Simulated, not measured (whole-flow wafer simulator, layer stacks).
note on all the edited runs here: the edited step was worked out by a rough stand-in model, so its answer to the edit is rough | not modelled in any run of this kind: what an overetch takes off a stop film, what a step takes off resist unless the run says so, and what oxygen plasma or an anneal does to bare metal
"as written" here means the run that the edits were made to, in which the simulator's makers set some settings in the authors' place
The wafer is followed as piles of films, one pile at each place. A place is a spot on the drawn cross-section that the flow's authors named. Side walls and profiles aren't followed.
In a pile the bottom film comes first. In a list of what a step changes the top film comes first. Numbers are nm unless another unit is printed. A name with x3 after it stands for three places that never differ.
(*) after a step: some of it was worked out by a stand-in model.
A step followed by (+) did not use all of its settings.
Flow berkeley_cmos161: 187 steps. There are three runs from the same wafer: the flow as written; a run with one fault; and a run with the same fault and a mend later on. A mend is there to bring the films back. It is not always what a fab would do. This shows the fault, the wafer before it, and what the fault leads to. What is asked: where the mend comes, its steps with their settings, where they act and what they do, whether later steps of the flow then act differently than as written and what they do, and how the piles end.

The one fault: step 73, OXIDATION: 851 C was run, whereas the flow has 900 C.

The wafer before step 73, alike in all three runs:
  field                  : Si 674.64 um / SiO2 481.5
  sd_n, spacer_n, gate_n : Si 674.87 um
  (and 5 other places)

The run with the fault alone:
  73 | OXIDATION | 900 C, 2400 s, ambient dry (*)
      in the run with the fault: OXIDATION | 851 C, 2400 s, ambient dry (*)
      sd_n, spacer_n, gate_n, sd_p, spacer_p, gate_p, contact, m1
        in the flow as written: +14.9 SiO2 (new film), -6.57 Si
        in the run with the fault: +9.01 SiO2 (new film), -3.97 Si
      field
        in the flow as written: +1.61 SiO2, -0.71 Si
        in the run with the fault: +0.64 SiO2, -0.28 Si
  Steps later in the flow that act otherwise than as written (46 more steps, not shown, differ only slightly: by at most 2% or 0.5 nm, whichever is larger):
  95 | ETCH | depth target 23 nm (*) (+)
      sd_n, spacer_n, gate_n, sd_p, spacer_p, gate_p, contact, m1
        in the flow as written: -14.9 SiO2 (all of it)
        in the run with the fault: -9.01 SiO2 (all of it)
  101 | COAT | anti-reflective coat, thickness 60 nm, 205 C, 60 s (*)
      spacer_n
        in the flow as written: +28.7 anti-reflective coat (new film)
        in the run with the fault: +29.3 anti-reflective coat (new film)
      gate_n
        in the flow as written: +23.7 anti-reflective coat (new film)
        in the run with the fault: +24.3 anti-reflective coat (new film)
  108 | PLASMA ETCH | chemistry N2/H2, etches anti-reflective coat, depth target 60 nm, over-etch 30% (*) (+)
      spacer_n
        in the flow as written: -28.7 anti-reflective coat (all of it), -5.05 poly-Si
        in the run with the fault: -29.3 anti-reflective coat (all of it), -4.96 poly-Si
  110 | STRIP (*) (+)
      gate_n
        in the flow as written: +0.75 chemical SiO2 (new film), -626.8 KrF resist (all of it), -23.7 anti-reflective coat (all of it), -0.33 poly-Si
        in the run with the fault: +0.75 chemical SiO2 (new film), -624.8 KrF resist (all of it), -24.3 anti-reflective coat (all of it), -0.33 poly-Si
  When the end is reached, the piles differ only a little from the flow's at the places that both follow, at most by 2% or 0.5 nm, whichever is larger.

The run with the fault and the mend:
  The mend follows step 74.
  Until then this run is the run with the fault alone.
  74a | OXIDATION | 900 C, 1299 s, ambient dry (*) (the flow's step 73, run once more with other settings)
      sd_n, spacer_n, gate_n, sd_p, spacer_p, gate_p, contact, m1
        +5.88 SiO2, -2.59 Si
      field
        +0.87 SiO2, -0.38 Si
  None of the later steps of the flow differs from how it acts as written, at any place that is followed, by more than 2% or 0.5 nm, whichever is larger.
  When the end is reached, the piles differ only a little from the flow's at the places that both follow, at most by 2% or 0.5 nm, whichever is larger.
